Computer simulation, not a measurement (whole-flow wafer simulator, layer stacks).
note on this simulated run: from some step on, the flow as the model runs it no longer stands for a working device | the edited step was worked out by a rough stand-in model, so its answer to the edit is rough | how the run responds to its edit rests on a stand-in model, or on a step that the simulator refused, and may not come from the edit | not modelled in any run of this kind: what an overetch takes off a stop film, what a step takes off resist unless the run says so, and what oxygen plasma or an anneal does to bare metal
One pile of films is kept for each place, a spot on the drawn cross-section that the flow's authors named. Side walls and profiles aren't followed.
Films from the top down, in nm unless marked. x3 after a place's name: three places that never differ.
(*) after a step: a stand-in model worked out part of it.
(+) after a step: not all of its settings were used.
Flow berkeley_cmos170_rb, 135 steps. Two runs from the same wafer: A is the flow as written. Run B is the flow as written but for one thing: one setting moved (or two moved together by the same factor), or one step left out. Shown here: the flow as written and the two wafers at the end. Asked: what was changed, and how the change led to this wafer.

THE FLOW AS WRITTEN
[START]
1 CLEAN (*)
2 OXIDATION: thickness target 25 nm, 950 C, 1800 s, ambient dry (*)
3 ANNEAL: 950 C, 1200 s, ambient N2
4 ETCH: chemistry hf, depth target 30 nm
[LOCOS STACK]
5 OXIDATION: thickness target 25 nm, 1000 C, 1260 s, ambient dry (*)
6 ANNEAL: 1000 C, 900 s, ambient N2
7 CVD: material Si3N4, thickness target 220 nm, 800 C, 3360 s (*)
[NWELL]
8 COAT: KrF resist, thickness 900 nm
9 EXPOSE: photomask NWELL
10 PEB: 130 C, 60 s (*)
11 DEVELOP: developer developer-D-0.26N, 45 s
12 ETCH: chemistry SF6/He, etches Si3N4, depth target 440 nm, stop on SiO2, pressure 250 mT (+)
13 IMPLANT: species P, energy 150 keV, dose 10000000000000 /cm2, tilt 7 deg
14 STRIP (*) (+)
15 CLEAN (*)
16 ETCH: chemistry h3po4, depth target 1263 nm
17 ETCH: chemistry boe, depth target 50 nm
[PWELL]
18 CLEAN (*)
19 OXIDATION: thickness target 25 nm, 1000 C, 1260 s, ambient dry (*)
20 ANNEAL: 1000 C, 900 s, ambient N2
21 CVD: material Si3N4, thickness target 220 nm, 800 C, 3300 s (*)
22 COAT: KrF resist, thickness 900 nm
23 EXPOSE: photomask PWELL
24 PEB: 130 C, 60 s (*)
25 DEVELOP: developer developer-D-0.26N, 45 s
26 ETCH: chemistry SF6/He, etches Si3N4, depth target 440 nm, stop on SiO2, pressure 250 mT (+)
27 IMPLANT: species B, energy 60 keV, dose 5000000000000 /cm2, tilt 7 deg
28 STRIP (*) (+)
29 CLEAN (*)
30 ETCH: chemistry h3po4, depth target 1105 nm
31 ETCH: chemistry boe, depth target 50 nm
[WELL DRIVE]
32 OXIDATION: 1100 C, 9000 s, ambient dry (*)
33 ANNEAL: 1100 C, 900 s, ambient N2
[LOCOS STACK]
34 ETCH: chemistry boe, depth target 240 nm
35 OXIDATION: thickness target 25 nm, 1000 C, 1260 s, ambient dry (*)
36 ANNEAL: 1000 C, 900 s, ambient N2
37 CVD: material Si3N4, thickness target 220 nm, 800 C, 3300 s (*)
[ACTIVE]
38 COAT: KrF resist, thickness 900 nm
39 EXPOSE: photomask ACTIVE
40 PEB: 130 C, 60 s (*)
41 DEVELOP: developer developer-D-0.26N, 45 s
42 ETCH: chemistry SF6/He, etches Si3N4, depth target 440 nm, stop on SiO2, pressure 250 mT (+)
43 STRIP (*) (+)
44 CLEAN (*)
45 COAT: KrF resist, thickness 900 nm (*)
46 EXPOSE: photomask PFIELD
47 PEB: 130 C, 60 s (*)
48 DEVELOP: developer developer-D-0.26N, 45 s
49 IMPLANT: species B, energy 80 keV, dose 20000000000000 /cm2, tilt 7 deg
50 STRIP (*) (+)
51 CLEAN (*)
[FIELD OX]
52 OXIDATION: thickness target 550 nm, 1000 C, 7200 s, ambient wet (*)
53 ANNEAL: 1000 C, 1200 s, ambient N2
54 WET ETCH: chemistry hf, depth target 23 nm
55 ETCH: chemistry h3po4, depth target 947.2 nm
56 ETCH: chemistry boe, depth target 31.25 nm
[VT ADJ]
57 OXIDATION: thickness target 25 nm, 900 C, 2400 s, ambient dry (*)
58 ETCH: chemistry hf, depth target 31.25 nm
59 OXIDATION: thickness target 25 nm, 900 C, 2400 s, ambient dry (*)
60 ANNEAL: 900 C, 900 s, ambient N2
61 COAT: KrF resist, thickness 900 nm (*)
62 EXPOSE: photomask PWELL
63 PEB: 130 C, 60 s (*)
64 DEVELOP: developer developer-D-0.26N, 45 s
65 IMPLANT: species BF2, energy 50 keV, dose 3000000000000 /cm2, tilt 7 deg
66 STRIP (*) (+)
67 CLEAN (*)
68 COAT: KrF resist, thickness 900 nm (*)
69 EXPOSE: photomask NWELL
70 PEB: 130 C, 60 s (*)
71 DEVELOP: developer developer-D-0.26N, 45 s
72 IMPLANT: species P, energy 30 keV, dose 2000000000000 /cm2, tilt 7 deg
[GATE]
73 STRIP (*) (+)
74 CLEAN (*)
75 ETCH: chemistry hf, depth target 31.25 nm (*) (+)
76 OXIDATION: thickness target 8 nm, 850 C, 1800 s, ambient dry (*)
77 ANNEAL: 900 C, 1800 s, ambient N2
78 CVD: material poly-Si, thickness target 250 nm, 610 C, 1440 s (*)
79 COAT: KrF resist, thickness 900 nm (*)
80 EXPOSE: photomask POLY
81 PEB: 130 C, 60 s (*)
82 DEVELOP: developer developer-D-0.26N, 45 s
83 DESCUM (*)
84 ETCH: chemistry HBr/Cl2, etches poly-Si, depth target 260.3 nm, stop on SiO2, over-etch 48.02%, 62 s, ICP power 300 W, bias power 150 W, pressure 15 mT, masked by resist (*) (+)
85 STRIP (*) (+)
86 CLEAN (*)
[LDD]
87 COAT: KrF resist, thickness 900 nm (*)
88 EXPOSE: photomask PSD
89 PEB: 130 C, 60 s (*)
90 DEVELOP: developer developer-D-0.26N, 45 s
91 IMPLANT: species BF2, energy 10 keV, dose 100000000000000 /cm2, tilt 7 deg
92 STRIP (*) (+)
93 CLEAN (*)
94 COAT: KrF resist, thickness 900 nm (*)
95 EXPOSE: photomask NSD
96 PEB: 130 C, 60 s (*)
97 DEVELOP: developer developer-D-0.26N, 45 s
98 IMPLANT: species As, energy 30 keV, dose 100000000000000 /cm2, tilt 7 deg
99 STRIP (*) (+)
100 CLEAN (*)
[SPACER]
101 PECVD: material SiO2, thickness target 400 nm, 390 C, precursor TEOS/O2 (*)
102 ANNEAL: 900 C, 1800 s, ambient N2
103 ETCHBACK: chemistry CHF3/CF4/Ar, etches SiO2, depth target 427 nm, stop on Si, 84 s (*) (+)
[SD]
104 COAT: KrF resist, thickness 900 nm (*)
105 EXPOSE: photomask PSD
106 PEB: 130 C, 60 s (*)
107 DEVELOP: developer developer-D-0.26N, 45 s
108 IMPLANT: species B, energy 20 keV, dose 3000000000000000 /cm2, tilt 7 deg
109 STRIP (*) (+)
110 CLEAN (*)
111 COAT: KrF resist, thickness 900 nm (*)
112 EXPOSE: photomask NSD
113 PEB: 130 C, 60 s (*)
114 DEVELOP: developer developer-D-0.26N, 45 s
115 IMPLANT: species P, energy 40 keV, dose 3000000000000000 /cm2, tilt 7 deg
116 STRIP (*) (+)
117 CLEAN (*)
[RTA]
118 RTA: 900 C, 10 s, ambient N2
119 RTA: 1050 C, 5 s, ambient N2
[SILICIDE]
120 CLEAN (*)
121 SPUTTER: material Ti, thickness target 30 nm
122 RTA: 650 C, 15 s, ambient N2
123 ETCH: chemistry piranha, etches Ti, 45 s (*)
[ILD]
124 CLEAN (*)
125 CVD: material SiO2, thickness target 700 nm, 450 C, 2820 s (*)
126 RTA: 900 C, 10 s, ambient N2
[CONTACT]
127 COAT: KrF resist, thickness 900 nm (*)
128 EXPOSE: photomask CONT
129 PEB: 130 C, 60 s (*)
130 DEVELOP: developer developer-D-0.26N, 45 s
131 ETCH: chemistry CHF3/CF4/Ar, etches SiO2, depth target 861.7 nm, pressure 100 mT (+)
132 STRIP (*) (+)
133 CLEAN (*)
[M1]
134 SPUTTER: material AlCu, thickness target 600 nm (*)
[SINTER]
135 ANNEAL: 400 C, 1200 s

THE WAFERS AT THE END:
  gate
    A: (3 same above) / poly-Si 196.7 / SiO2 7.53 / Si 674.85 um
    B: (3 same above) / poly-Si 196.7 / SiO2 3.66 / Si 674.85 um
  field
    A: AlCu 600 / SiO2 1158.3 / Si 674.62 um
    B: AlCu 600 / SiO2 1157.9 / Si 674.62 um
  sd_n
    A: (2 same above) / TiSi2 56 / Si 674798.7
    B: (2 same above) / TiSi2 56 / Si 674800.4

The cause: step 76, OXIDATION: 775 C was run, where the flow has 850 C.

How the change led to this, step by step:
  76 OXIDATION: thickness target 8 nm, 850 C, 1800 s, ambient dry (*)
      sd_n, spacer_n, gate, sd_p, spacer_p, gate_p, contact, m1: A SiO2 +7.53 (new film), Si -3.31 | B SiO2 +3.66 (new film), Si -1.61
